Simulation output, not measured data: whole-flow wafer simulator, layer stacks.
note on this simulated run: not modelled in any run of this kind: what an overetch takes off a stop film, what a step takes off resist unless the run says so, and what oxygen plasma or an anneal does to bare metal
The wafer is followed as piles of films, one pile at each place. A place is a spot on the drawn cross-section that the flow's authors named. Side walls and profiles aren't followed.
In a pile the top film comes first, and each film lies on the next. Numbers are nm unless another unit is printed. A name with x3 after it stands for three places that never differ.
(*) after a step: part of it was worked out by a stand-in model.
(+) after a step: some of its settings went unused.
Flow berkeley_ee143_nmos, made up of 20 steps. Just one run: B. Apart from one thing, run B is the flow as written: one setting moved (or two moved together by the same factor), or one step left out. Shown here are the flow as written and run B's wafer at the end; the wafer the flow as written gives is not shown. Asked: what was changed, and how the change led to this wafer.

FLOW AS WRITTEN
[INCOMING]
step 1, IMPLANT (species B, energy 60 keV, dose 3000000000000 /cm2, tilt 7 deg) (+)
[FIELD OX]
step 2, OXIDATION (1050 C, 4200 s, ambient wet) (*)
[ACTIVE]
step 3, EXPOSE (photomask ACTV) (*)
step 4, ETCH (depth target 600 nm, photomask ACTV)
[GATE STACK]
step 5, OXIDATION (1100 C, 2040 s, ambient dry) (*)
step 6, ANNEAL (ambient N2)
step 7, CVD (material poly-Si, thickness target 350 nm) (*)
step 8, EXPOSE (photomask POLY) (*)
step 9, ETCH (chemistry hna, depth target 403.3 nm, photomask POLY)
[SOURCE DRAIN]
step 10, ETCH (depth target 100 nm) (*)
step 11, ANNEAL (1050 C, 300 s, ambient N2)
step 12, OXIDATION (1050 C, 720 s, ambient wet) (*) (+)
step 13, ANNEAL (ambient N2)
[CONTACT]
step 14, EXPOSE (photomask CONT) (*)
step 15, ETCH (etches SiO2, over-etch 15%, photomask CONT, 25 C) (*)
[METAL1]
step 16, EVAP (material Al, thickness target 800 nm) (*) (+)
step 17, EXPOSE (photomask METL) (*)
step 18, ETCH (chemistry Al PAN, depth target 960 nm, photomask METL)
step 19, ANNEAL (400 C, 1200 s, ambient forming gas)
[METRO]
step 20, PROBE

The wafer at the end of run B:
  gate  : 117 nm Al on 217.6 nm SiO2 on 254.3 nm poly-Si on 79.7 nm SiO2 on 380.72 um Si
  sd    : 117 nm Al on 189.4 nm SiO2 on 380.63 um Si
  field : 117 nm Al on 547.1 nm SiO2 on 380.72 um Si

What caused this: step 18, ETCH: depth target 683 nm was run, while the flow as written has depth target 960 nm.

Step by step, how the change led to this:
  step 18, ETCH (chemistry Al PAN, depth target 960 nm, photomask METL)
      gate, sd, field: -683 Al (it would be, as written: -800 Al (all of it))
Taking metal films that touch as one body, gate has 1 body; the flow as written gives 0 bodies.
Taking metal films that touch as one body, sd has 1 body; the flow as written gives 0 bodies.
Taking metal films that touch as one body, field has 1 body; the flow as written gives 0 bodies.
